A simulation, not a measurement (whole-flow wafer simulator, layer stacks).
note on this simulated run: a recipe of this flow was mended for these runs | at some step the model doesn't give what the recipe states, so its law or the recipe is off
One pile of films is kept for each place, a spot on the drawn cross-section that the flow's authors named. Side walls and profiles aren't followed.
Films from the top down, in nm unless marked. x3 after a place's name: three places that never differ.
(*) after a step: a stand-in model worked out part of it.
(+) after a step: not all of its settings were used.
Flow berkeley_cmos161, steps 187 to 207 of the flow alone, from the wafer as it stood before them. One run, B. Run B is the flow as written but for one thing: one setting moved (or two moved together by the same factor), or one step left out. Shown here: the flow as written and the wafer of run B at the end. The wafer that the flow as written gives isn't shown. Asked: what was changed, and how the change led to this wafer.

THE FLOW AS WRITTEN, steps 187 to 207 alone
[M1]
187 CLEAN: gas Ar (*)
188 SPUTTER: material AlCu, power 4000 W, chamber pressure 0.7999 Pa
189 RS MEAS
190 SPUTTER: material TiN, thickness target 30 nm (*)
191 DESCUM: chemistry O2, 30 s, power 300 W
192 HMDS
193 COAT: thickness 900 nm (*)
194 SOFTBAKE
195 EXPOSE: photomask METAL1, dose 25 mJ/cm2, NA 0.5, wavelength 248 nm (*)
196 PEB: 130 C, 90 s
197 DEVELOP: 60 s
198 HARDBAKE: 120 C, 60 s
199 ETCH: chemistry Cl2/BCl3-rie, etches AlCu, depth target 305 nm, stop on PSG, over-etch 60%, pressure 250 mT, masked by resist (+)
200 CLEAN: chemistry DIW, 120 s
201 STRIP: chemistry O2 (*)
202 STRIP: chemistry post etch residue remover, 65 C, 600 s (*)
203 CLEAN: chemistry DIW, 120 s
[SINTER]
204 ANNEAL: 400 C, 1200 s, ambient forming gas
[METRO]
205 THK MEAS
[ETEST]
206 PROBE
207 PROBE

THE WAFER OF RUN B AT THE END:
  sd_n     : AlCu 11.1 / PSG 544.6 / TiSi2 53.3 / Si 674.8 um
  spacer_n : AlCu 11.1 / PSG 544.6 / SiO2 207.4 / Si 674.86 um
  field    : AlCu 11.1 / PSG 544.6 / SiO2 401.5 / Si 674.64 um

The cause: step 199, ETCH: depth target 183 nm was run, where the flow has depth target 305 nm.

How the change led to this, step by step:
  199 ETCH: chemistry Cl2/BCl3-rie, etches AlCu, depth target 305 nm, stop on PSG, over-etch 60%, pressure 250 mT, masked by resist (+)
      field, sd_n, spacer_n, gate_n, spacer_p, gate_p: TiN -30 (all of it), AlCu -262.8 (as written it would be: TiN -30 (all of it), AlCu -275.8 (all of it), PSG -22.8)
      contact, m1: KrF-resist -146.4 (as written it would be: KrF-resist -244)
      (and at 1 more place)
  201 STRIP: chemistry O2 (*)
      contact: KrF-resist -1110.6 (all of it) (as written it would be: KrF-resist -1013 (all of it))
      m1: KrF-resist -635.1 (all of it) (as written it would be: KrF-resist -537.5 (all of it))
  202 STRIP: chemistry post etch residue remover, 65 C, 600 s (*)
      field, sd_n, spacer_n, gate_n, spacer_p, gate_p: AlCu -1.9 (as written it would be: nothing)
Counting metal films that touch as one body, sd_n has 1 body; the flow as written gives 0 bodies.
Counting metal films that touch as one body, spacer_n has 1 body; the flow as written gives 0 bodies.
Counting metal films that touch as one body, field has 1 body; the flow as written gives 0 bodies.
